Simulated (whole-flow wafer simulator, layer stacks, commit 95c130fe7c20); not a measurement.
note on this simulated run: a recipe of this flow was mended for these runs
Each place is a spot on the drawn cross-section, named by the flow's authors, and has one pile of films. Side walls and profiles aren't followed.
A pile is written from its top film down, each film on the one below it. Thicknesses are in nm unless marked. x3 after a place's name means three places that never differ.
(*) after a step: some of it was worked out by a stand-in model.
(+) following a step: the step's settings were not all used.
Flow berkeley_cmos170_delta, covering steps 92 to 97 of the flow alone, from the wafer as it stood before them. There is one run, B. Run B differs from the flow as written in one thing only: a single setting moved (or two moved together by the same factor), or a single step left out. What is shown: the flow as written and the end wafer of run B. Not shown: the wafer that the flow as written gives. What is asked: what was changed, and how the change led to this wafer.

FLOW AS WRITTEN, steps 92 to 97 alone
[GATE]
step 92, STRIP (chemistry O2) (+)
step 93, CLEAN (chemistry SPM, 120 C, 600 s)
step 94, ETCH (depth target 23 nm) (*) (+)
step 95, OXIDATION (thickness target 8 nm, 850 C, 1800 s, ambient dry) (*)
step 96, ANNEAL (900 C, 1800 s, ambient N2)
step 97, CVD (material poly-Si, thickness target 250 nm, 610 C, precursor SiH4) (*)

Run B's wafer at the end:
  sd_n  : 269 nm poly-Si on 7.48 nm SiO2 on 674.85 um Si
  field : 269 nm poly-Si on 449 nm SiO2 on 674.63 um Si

The reason: step 97, CVD: thickness target 269 nm was run, while the flow as written has thickness target 250 nm.
The wafer lets one read it off: sd_n has poly-Si 269, and step 97 as written asks for 250 nm.

Step by step, how the change led to this:
  step 97, CVD (material poly-Si, thickness target 250 nm, 610 C, precursor SiH4) (*)
      field, sd_n, spacer_n, gate, sd_p, spacer_p x2, contact, m1: +269 poly-Si (new film) (it would be, as written: +250 poly-Si (new film))
